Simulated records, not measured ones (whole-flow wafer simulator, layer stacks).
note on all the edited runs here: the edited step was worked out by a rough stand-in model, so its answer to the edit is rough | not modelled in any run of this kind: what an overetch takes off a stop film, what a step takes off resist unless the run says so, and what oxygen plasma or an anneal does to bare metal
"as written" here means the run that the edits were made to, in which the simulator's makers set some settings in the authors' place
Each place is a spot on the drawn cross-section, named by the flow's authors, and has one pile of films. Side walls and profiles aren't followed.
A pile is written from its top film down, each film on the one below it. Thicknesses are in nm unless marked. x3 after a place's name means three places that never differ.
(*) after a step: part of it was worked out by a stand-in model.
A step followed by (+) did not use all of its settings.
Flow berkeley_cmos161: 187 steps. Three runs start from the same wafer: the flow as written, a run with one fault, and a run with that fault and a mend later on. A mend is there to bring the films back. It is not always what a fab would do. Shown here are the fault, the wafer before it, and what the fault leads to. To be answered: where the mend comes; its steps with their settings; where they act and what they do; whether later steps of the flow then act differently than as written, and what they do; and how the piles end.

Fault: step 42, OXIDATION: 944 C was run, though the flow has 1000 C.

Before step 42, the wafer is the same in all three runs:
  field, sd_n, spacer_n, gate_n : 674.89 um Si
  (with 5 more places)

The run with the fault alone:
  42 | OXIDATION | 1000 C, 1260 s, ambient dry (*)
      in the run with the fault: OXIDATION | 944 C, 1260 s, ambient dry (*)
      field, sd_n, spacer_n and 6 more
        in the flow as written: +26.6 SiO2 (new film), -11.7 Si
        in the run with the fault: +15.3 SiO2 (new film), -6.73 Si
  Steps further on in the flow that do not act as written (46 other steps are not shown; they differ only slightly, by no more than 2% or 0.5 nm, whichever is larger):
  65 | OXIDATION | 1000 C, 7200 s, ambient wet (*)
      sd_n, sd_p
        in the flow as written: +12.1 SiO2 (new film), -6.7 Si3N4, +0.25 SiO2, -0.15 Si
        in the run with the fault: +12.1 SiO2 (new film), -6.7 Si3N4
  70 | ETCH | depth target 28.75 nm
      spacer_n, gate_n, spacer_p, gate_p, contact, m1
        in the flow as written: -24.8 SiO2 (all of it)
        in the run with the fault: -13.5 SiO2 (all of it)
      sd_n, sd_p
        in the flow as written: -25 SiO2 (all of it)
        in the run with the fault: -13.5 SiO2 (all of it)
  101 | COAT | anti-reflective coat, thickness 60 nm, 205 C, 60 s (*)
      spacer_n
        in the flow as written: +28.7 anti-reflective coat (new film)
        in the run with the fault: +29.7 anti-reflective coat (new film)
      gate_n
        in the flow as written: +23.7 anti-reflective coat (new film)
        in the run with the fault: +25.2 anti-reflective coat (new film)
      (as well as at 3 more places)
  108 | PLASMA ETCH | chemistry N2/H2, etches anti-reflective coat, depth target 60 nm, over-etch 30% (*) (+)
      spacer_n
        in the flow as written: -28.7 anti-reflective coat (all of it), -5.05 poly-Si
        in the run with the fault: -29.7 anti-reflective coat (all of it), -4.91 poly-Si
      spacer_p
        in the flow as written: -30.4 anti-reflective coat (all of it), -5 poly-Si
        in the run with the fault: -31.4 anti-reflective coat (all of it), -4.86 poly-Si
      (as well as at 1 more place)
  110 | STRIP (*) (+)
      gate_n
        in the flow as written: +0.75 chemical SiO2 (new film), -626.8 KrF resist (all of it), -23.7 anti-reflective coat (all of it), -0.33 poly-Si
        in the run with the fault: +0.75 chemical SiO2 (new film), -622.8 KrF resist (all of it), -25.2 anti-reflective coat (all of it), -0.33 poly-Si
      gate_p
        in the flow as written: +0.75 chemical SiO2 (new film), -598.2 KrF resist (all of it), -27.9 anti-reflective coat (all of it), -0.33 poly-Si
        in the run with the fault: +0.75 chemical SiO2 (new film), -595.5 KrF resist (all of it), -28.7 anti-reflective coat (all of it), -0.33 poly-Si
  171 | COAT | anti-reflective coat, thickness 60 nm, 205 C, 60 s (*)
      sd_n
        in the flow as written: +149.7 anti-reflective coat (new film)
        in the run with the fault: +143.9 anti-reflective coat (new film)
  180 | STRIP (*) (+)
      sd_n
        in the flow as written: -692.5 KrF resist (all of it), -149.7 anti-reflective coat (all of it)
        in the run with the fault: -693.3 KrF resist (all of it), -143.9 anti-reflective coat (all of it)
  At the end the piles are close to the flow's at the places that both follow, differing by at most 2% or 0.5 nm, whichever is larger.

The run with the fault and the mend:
  The mend follows step 43.
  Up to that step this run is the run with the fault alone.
  43a | OXIDATION | 1000 C, 680 s, ambient dry (*) (the flow's step 42, run once more with other settings)
      field, sd_n, spacer_n and 6 more
        +11.2 SiO2, -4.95 Si
  Later steps of the flow that are run all act as written at every place that is followed, up to a difference of at most 2% or 0.5 nm, whichever is larger.
  At every place that both follow, the piles at the end match the flow's.
